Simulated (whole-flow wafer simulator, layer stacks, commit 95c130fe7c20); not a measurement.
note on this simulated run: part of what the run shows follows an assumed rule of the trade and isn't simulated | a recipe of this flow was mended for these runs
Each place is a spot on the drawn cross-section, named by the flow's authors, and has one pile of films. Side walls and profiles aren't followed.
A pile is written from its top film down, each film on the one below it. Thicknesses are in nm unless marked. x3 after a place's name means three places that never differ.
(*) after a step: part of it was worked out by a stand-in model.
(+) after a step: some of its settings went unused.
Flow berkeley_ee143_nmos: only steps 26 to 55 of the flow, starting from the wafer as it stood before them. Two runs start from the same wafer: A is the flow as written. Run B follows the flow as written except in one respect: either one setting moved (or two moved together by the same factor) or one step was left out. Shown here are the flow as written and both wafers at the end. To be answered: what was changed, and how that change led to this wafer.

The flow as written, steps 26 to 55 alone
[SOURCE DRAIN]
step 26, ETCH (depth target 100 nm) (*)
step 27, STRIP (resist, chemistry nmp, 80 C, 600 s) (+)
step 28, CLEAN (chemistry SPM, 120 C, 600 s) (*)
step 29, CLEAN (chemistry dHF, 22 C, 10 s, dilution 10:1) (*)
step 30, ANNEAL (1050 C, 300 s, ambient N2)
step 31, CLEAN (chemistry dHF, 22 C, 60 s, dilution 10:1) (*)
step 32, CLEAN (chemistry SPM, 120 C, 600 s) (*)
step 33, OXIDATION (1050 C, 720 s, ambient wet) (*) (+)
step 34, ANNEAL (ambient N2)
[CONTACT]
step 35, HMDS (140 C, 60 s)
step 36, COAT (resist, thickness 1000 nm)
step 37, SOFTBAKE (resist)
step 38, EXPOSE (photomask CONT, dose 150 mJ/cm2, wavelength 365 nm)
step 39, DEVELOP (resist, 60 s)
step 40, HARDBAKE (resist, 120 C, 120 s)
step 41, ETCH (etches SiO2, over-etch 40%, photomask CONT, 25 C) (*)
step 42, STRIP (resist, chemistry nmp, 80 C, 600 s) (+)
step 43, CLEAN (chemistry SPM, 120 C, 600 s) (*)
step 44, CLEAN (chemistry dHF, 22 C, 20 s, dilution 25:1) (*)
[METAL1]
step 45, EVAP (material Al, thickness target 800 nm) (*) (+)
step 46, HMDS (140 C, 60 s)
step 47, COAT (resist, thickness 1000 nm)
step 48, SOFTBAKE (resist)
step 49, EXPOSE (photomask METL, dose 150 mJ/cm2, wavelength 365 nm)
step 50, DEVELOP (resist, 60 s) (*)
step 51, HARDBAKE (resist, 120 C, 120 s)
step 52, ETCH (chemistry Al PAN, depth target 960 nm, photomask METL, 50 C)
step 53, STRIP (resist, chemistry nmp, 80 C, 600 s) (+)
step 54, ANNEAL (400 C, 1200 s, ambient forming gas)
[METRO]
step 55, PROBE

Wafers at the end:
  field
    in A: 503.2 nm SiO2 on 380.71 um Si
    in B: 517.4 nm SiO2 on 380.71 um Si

What caused this: step 26, ETCH: depth target 84 nm was run, whereas the flow has depth target 100 nm.

The path from the change to this, step by step:
  step 26, ETCH (depth target 100 nm) (*)
      field: A SiO2 loses 100 | B SiO2 loses 84
  step 33, OXIDATION (1050 C, 720 s, ambient wet) (*) (+)
      field: A SiO2 gains 73.9, Si loses 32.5 | B SiO2 gains 72.1, Si loses 31.7
